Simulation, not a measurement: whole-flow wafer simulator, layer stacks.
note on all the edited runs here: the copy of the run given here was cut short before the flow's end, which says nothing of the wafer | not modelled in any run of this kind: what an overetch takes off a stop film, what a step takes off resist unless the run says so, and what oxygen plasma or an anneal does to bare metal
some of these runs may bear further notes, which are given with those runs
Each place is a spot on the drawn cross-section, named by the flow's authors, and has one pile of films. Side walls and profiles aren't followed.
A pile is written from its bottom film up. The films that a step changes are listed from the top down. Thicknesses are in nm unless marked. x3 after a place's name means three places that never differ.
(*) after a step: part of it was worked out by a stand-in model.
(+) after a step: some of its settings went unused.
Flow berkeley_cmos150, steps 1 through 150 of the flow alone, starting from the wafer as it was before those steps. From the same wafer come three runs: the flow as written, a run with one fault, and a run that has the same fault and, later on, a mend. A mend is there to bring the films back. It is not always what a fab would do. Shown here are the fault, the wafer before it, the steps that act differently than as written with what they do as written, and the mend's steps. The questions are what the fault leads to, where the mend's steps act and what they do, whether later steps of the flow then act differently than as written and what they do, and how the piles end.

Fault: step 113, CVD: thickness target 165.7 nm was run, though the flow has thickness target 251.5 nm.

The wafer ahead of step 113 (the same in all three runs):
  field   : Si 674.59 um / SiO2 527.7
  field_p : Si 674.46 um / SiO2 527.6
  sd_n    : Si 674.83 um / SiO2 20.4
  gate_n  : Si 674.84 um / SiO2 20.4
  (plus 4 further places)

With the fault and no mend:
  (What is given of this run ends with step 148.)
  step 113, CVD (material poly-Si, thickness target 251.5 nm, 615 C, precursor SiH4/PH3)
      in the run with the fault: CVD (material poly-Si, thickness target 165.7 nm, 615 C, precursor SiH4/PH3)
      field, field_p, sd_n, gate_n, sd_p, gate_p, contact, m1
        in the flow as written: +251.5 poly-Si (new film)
        in the run with the fault: +165.7 poly-Si (new film)
  Steps further on in the flow that do not act as written (8 other steps are not shown; they differ only slightly, by no more than 2% or 0.5 nm, whichever is larger):
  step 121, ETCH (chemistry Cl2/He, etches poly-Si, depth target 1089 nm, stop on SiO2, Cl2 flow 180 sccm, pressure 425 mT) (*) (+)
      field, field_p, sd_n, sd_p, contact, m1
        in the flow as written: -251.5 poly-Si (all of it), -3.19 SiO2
        in the run with the fault: -165.7 poly-Si (all of it), -3.19 SiO2
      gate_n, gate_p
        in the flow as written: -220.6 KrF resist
        in the run with the fault: -159.3 KrF resist
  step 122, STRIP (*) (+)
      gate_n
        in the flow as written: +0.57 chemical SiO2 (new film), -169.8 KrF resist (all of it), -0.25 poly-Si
        in the run with the fault: +0.61 chemical SiO2 (new film), -228.9 KrF resist (all of it), -0.27 poly-Si
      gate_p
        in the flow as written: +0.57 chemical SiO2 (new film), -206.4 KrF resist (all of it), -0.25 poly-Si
        in the run with the fault: +0.61 chemical SiO2 (new film), -265.2 KrF resist (all of it), -0.27 poly-Si
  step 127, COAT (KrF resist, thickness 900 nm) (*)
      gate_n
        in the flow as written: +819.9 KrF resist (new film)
        in the run with the fault: +878.8 KrF resist (new film)
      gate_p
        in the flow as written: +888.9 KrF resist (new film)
        in the run with the fault: +948.7 KrF resist (new film)
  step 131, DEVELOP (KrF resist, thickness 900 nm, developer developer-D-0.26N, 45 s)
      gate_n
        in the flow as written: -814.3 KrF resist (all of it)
        in the run with the fault: -872.7 KrF resist (all of it)
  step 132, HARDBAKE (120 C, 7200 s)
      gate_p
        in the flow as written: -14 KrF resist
        in the run with the fault: -14.9 KrF resist
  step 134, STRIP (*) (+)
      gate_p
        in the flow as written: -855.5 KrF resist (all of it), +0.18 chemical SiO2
        in the run with the fault: -914 KrF resist (all of it), +0.18 chemical SiO2
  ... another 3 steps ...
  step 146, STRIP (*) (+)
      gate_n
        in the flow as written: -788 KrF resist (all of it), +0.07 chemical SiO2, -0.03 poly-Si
        in the run with the fault: -845.5 KrF resist (all of it), +0.07 chemical SiO2, -0.03 poly-Si
  Once step 148 is done, the piles at gate_n, gate_p depart from the flow's by more than 2% or 0.5 nm, whichever is larger.
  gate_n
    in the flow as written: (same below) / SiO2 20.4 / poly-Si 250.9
    in the run with the fault: (same below) / SiO2 20.4 / poly-Si 165.1
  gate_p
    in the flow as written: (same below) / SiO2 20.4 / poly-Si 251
    in the run with the fault: (same below) / SiO2 20.4 / poly-Si 165.2

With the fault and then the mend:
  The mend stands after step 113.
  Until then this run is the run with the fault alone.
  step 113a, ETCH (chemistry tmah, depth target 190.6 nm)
      field, field_p, sd_n, gate_n, sd_p, gate_p, contact, m1
        -165.7 poly-Si (all of it)
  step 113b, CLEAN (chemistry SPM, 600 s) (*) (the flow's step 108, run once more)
      alters no film at any place that is followed
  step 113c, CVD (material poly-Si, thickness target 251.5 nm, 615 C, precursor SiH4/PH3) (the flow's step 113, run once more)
      field, field_p, sd_n, gate_n, sd_p, gate_p, contact, m1
        +251.5 poly-Si (new film)
  Every later step of the flow that is run acts as written at every place that is followed.
  By the end, the piles equal the flow's at every place that both follow.
